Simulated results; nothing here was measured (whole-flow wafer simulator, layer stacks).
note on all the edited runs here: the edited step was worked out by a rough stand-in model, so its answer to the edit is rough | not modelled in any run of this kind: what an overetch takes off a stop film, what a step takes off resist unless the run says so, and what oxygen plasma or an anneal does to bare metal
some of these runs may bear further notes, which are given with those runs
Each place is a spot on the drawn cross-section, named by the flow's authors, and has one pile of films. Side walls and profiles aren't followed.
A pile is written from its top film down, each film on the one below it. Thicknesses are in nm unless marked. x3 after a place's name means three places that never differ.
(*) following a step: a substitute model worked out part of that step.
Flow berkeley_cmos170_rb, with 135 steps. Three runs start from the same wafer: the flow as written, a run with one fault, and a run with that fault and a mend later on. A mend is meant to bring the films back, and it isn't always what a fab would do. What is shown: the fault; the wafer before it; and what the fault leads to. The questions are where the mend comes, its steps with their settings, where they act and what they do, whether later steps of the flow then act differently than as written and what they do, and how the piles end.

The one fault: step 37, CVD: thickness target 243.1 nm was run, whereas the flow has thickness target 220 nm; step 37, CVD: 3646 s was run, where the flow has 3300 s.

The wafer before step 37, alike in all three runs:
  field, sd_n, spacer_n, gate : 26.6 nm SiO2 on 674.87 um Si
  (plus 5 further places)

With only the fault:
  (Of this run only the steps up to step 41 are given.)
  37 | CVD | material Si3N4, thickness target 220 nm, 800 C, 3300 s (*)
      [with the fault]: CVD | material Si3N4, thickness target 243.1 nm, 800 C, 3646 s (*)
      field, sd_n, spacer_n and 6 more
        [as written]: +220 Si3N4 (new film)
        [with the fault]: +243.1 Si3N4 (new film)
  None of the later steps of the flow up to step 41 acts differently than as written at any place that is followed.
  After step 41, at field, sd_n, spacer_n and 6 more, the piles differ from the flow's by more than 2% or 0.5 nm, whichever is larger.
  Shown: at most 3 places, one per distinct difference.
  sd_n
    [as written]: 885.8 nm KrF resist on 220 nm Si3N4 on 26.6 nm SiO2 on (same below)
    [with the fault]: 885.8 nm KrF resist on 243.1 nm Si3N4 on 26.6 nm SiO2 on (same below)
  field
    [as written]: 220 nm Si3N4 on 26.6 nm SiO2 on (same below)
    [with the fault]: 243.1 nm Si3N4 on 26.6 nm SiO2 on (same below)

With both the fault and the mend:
  The mend follows step 37.
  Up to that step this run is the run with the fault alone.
  37a | ETCH | chemistry h3po4, depth target 279.6 nm (the flow's step 30 again, with other settings)
      field, sd_n, spacer_n and 6 more
        -243.1 Si3N4 (all of it)
  37b | CLEAN (*)
      leaves every film unchanged at each place that is followed
  37c | CVD | material Si3N4, thickness target 220 nm, 800 C, 3300 s (*) (the flow's step 37 again)
      field, sd_n, spacer_n and 6 more
        +220 Si3N4 (new film)
  None of the later steps of the flow acts differently than as written at any place that is followed.
  The piles end the same as the flow's at every place that both follow.
